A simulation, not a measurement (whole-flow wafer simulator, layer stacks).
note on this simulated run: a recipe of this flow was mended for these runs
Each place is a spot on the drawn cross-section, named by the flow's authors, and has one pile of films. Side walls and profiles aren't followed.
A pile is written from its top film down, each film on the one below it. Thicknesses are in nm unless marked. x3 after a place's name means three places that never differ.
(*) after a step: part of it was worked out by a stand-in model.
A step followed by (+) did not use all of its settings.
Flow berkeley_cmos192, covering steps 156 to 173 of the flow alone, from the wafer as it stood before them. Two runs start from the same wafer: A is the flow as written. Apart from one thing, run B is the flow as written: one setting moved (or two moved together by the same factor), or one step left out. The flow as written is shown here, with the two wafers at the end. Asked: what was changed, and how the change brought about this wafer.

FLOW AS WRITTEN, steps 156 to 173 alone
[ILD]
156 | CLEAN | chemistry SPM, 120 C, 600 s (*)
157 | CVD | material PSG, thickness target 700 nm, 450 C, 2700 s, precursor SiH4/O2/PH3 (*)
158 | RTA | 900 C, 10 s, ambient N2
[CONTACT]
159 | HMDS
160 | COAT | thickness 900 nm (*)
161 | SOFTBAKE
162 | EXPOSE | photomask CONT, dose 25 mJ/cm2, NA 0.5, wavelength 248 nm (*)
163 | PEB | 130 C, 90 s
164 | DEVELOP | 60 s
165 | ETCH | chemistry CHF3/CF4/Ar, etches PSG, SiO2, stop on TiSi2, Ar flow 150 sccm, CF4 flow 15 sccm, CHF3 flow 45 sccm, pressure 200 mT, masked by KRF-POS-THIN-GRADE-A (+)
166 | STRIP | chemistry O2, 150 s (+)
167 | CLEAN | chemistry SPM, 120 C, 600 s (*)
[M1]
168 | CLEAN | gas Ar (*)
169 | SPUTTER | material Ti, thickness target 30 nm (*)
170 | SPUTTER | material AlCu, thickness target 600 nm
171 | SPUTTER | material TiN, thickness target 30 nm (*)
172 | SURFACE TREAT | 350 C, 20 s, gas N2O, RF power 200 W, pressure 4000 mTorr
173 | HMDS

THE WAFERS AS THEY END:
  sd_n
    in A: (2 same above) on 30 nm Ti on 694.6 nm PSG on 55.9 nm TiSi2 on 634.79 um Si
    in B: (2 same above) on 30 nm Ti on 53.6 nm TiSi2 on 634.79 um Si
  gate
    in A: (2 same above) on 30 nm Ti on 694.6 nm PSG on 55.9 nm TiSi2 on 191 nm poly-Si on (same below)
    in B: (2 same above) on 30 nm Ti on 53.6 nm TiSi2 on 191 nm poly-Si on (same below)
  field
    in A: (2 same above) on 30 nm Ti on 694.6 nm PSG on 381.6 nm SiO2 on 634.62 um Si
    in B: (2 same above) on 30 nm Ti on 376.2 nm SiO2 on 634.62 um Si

The reason: step 157, CVD: material PSG, thickness target 700 nm, 450 C, 2700 s, precursor SiH4/O2/PH3 (*), was not run.

How this came from the change, step by step:
  160 | COAT | thickness 900 nm (*)
      spacer_n: A KrF-resist gains 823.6 (new film) | B KrF-resist gains 788.5 (new film)
      gate: A KrF-resist gains 803.9 (new film) | B KrF-resist gains 763 (new film)
      (also at 3 further places)
  165 | ETCH | chemistry CHF3/CF4/Ar, etches PSG, SiO2, stop on TiSi2, Ar flow 150 sccm, CF4 flow 15 sccm, CHF3 flow 45 sccm, pressure 200 mT, masked by KRF-POS-THIN-GRADE-A (+)
      contact: A PSG loses 700 (all of it), TiSi2 loses 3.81 | B TiSi2 loses 33.3
      field, sd_n, spacer_n, gate, sd_p, spacer_p, gate_p, m1: A KrF-resist loses 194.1 | B KrF-resist loses 175
  166 | STRIP | chemistry O2, 150 s (+)
      spacer_n: A KrF-resist loses 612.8 (all of it) | B KrF-resist loses 596.8 (all of it)
      gate: A KrF-resist loses 593.2 (all of it) | B KrF-resist loses 571.4 (all of it)
      (also at 3 further places)
  168 | CLEAN | gas Ar (*)
      sd_n, gate, sd_p, gate_p, m1: A PSG loses 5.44 | B TiSi2 loses 2.31
      field, spacer_n, spacer_p: A PSG loses 5.44 | B SiO2 loses 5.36
  169 | SPUTTER | material Ti, thickness target 30 nm (*)
      sd_p: A Ti gains 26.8 (new film) | B Ti gains 28.3 (new film)
      contact: A Ti gains 21.1 (new film) | B Ti gains 29.6 (new film)
  170 | SPUTTER | material AlCu, thickness target 600 nm
      sd_p: A AlCu gains 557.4 (new film) | B AlCu gains 572.5 (new film)
      contact: A AlCu gains 411.7 (new film) | B AlCu gains 600 (new film)
  171 | SPUTTER | material TiN, thickness target 30 nm (*)
      sd_p: A TiN gains 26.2 (new film) | B TiN gains 27.1 (new film)
      contact: A TiN gains 16 (new film) | B TiN gains 29.7 (new film)
